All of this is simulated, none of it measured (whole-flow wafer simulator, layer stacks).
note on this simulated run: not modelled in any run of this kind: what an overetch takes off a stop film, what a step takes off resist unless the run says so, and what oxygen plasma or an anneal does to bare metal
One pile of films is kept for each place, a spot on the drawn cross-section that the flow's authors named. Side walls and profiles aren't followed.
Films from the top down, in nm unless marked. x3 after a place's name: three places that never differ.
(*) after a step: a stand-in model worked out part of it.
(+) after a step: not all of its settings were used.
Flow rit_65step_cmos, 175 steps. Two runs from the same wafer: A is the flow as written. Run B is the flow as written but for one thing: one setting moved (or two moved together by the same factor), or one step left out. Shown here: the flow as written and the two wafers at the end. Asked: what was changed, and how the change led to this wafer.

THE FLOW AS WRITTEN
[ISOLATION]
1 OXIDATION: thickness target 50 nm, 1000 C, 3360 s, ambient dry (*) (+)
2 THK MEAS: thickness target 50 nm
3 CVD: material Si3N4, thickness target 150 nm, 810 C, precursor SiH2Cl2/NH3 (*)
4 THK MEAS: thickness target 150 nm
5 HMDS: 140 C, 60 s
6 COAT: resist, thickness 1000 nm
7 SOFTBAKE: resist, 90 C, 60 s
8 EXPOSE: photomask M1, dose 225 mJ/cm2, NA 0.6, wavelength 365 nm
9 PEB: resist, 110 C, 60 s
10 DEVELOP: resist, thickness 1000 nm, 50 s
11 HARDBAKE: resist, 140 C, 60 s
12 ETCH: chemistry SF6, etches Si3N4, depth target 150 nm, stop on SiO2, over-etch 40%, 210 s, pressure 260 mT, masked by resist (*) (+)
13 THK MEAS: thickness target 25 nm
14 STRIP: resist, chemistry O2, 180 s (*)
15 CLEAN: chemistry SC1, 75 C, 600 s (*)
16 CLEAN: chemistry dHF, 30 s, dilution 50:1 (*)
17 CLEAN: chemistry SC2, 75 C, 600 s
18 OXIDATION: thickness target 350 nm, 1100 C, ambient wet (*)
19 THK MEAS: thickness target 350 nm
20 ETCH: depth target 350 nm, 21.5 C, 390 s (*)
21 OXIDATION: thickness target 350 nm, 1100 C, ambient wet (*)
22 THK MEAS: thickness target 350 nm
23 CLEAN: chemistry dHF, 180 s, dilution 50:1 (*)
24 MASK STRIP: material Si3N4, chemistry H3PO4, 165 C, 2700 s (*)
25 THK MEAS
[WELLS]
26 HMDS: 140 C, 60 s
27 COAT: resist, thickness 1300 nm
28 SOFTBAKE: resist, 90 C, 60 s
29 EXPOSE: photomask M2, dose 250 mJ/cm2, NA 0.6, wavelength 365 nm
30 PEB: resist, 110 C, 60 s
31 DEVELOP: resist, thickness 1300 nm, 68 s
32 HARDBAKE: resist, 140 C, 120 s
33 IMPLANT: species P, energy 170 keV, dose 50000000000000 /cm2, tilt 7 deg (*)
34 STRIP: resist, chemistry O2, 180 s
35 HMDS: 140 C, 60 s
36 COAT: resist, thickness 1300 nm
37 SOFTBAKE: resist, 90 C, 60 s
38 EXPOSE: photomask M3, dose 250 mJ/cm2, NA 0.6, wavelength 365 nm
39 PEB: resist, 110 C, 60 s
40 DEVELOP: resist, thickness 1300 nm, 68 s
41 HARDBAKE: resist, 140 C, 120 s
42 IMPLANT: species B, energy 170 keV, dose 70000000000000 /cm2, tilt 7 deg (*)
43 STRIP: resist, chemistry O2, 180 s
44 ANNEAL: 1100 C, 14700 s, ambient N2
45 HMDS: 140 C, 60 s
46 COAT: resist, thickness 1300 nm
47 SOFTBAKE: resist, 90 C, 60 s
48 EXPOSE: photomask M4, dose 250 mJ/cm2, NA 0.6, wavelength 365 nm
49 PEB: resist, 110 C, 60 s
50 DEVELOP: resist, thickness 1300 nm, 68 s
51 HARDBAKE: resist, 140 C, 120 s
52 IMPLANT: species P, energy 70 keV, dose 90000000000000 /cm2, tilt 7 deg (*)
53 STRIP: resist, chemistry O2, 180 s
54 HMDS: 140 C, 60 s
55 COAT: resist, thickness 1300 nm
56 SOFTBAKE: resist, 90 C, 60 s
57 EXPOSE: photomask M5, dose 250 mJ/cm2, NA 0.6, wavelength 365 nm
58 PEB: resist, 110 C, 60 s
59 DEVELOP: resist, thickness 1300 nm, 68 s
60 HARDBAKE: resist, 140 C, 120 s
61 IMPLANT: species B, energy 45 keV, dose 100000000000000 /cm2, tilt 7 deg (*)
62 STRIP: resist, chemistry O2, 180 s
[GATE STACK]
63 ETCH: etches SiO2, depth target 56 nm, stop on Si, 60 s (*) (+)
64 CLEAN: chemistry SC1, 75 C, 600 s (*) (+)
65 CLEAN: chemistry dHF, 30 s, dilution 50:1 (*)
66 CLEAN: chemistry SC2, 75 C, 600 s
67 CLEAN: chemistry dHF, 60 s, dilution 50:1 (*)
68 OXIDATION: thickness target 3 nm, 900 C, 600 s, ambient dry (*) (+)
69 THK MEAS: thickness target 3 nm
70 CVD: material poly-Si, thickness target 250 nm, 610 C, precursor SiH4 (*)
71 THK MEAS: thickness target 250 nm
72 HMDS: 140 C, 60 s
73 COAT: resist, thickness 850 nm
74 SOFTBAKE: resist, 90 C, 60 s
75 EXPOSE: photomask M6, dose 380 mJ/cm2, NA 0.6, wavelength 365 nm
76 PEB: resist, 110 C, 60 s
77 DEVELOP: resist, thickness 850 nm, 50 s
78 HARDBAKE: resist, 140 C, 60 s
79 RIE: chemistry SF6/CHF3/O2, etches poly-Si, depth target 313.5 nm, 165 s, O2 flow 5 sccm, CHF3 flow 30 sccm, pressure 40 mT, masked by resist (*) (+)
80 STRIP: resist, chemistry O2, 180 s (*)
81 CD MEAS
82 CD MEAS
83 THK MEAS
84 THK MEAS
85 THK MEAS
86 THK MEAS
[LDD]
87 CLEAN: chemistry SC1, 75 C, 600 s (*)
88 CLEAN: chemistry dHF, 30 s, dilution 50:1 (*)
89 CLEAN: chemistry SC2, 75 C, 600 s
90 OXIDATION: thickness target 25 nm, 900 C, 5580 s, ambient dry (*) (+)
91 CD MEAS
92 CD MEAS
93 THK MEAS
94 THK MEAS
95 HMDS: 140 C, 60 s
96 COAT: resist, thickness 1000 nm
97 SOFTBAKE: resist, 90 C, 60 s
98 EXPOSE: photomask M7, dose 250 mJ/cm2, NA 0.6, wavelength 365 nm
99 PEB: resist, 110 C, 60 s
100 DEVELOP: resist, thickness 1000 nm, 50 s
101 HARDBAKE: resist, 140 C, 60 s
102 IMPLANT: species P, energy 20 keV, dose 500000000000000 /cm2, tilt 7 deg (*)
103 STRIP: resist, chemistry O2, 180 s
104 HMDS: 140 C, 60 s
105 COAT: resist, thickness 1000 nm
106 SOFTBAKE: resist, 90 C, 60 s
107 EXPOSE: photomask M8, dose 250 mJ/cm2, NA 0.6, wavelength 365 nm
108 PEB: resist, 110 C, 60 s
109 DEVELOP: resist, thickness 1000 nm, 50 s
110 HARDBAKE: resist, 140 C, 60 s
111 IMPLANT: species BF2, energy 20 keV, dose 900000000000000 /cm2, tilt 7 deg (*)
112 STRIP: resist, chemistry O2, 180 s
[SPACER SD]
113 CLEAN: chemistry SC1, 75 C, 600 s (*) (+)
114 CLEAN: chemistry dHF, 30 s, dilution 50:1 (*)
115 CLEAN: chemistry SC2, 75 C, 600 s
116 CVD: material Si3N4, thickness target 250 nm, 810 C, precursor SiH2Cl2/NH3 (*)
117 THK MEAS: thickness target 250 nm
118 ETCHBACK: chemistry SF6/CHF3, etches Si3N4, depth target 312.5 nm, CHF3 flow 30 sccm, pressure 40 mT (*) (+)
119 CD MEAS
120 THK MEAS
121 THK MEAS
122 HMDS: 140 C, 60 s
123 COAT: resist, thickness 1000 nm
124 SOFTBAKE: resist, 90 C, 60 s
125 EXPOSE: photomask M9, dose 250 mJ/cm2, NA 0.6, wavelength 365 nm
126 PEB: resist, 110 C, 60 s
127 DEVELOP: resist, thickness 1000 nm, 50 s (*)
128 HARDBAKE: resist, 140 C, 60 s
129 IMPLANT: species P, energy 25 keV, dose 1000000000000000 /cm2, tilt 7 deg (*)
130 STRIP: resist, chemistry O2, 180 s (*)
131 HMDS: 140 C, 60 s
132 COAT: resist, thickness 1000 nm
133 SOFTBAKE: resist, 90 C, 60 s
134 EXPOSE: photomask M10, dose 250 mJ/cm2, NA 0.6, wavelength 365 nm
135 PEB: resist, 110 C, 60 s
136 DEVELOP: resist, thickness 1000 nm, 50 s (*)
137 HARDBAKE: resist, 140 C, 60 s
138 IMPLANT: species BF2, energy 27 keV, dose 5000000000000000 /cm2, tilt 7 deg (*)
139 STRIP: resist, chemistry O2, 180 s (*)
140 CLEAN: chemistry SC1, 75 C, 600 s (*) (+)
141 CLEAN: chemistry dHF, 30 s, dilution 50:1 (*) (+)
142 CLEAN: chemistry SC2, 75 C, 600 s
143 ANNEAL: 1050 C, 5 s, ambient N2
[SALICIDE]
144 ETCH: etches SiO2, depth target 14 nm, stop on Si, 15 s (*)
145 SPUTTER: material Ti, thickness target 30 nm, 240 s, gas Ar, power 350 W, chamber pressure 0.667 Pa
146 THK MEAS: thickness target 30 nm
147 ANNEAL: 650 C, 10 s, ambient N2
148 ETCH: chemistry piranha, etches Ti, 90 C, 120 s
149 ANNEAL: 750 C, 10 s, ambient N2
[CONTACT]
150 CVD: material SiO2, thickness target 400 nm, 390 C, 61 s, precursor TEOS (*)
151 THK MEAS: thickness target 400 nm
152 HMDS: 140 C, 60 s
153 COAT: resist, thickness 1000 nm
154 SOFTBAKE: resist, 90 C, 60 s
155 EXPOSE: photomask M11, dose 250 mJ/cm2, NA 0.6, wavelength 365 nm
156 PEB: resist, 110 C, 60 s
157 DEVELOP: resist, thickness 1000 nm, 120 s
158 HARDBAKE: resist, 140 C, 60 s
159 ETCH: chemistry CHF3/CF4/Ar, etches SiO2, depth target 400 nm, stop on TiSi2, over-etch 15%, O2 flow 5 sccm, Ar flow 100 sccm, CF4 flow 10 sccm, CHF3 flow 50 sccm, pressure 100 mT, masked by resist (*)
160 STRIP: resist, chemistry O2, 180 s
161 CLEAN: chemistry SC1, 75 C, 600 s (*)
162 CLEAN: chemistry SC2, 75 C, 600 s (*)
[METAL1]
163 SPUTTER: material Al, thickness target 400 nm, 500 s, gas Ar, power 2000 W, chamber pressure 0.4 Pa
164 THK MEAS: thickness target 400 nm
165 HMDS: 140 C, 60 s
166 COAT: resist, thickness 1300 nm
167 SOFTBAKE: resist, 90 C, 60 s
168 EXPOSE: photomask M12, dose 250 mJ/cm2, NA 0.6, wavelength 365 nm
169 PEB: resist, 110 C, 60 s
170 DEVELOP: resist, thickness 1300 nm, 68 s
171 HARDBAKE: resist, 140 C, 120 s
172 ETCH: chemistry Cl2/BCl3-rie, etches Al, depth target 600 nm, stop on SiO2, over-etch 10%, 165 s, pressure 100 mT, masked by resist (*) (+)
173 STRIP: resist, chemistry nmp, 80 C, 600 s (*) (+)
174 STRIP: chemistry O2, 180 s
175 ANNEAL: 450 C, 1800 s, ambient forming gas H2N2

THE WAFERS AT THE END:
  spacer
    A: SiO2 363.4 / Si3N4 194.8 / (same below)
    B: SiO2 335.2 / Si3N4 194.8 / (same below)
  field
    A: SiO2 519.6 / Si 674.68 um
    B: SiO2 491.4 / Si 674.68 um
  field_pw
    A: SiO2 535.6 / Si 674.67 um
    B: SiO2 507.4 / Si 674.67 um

The cause: step 163, SPUTTER: thickness target 174 nm was run, where the flow has thickness target 400 nm; step 163, SPUTTER: 217 s was run, where the flow has 500 s.

How the change led to this, step by step:
  163 SPUTTER: material Al, thickness target 400 nm, 500 s, gas Ar, power 2000 W, chamber pressure 0.4 Pa
      field, field_p, spacer, spacer_p: A Al +400 (new film) | B Al +174 (new film)
      gate_n, gate_p: A Al +396 (new film) | B Al +174 (new film)
      (and at 2 more places)
  172 ETCH: chemistry Cl2/BCl3-rie, etches Al, depth target 600 nm, stop on SiO2, over-etch 10%, 165 s, pressure 100 mT, masked by resist (*) (+)
      field, field_p, spacer, spacer_p: A Al -400 (all of it), SiO2 -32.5 | B Al -174 (all of it), SiO2 -60.8
      gate_n, gate_p: A Al -396 (all of it), SiO2 -33 | B Al -174 (all of it), SiO2 -60.8
      (and at 2 more places)
